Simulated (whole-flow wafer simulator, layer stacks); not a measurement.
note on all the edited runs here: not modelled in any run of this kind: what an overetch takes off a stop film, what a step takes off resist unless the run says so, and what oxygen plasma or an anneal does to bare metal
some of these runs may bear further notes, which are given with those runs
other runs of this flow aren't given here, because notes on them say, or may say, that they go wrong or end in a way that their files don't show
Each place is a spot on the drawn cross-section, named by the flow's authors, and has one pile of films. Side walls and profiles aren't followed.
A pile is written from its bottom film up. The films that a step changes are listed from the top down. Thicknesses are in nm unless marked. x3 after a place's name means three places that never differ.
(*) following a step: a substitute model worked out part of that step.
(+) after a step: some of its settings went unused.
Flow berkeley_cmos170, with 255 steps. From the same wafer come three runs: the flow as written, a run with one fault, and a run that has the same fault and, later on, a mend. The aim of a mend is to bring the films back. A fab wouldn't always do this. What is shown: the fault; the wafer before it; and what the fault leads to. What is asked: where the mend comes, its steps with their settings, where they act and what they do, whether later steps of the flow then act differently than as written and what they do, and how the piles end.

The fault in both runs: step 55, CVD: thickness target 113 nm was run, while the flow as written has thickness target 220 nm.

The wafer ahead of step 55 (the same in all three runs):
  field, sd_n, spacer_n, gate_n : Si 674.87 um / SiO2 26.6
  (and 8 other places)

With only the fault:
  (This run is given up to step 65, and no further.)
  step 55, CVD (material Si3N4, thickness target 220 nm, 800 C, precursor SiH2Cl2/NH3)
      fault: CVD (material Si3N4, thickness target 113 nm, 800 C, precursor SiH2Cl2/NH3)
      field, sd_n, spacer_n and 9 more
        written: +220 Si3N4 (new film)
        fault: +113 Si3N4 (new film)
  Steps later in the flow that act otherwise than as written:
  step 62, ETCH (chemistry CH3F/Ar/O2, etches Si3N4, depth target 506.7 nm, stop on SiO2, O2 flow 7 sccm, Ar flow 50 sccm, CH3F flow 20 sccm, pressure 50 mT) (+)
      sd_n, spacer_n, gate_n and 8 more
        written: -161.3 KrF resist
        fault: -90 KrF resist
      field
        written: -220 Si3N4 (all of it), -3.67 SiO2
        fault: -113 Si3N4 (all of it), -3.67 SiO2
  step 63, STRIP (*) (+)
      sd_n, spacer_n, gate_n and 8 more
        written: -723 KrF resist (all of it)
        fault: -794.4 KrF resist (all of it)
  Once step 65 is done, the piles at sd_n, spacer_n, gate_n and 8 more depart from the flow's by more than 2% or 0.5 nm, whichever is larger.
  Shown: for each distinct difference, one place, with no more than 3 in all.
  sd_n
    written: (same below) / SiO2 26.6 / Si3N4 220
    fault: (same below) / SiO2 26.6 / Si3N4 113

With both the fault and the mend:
  After step 61 comes the mend.
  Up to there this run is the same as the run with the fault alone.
  step 61a, STRIP (*) (+)
      sd_n, spacer_n, gate_n and 8 more
        -884.4 KrF resist (all of it)
  step 61b, CLEAN (chemistry SPM)
      does not change any film at any place that is followed
  step 61c, CVD (material Si3N4, thickness target 107 nm, 800 C, precursor SiH2Cl2/NH3) (a further turn of the flow's step 55, with different settings)
      field, sd_n, spacer_n and 9 more
        +107 Si3N4
  step 61d, HMDS (a further turn of the flow's step 56)
      does not change any film at any place that is followed
  step 61e, COAT (KrF resist, thickness 900 nm) (a further turn of the flow's step 57)
      field, sd_n, spacer_n and 9 more
        +900 KrF resist (new film)
  step 61f, SOFTBAKE (KrF resist) (a further turn of the flow's step 58)
      does not change any film at any place that is followed
  step 61g, EXPOSE (photomask ACTIVE, dose 20 mJ/cm2, NA 0.5, wavelength 248 nm) (*) (a further turn of the flow's step 59)
      does not change any film at any place that is followed
  step 61h, PEB (KrF resist, 130 C) (a further turn of the flow's step 60)
      field, sd_n, spacer_n and 9 more
        -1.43 KrF resist
  step 61i, DEVELOP (KrF resist, thickness 900 nm, developer developer-D-0.26N) (a further turn of the flow's step 61)
      sd_n, spacer_n, gate_n and 8 more
        -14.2 KrF resist
      field
        -898.6 KrF resist (all of it)
  Later steps of the flow that are run all act as written at every place that is followed.
  The piles end the same as the flow's at every place that both follow.
